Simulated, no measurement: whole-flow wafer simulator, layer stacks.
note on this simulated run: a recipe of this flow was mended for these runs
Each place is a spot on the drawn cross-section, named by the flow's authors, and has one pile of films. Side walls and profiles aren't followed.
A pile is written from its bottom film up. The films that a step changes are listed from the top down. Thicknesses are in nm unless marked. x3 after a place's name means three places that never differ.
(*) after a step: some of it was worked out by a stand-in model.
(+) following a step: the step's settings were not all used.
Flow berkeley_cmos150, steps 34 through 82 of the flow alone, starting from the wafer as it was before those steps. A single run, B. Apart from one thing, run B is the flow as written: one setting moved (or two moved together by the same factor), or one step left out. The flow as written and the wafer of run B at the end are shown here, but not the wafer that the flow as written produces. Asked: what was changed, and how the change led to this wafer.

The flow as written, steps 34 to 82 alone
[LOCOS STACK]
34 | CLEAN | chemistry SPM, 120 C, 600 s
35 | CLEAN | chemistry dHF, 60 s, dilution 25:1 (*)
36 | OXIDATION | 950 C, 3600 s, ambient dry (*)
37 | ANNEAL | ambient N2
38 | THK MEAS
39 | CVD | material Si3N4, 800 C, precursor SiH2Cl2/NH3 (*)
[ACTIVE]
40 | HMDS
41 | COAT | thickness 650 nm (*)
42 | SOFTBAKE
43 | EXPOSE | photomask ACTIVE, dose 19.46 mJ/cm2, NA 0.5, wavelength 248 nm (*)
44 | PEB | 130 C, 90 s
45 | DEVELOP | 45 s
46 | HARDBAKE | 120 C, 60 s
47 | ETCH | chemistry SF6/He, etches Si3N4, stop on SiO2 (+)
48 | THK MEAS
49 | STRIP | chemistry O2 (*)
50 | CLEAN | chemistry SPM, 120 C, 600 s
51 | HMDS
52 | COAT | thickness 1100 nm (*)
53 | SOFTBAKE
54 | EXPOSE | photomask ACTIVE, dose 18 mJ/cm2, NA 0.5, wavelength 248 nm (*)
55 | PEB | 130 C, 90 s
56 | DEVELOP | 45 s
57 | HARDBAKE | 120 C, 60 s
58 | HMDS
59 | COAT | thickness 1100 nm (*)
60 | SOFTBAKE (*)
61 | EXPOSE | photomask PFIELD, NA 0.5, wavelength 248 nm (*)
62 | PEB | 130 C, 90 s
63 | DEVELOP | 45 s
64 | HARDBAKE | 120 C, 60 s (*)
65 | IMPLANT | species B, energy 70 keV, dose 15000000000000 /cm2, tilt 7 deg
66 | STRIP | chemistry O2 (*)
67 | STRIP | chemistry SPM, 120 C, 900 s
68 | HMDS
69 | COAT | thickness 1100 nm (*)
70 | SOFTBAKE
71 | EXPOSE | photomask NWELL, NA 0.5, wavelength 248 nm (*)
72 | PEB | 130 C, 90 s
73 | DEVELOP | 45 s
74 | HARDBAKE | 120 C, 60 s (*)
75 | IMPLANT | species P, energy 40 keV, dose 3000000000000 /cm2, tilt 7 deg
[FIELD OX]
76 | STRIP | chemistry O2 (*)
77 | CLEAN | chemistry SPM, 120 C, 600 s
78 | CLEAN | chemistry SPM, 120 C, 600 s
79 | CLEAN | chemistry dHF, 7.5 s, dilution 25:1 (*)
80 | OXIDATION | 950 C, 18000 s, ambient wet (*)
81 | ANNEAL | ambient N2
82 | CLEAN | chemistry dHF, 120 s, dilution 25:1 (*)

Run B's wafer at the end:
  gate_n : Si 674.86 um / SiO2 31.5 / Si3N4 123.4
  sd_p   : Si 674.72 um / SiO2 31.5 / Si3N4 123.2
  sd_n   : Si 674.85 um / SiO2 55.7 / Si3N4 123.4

The reason: step 39, CVD: 823 C was run, whereas the flow has 800 C.

How this came from the change, step by step:
  39 | CVD | material Si3N4, 800 C, precursor SiH2Cl2/NH3 (*)
      field, field_p, sd_n, gate_n, sd_p, gate_p, contact, m1: Si3N4 gains 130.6 (new film) (it would be, as written: Si3N4 gains 106 (new film))
  41 | COAT | thickness 650 nm (*)
      field: KrF-resist gains 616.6 (new film) (it would be, as written: KrF-resist gains 646.4 (new film))
  45 | DEVELOP | 45 s
      field: KrF-resist loses 615.3 (all of it) (it would be, as written: KrF-resist loses 645 (all of it))
  47 | ETCH | chemistry SF6/He, etches Si3N4, stop on SiO2 (+)
      sd_n, gate_n, sd_p, gate_p, contact, m1: KrF-resist loses 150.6 (it would be, as written: KrF-resist loses 124)
      field, field_p: Si3N4 loses 130.6 (all of it), SiO2 loses 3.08 (it would be, as written: Si3N4 loses 106 (all of it), SiO2 loses 3.08)
  49 | STRIP | chemistry O2 (*)
      sd_n: KrF-resist loses 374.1 (all of it) (it would be, as written: KrF-resist loses 400.9 (all of it))
      gate_n: KrF-resist loses 382.5 (all of it) (it would be, as written: KrF-resist loses 409.3 (all of it))
      (and at 4 other places as well)
  80 | OXIDATION | 950 C, 18000 s, ambient wet (*)
      sd_n: SiO2 gains 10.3 (new film), Si3N4 loses 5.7, SiO2 gains 24.2, Si loses 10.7 (it would be, as written: SiO2 gains 10.3 (new film), Si3N4 loses 5.7, SiO2 gains 34.7, Si loses 15.4)
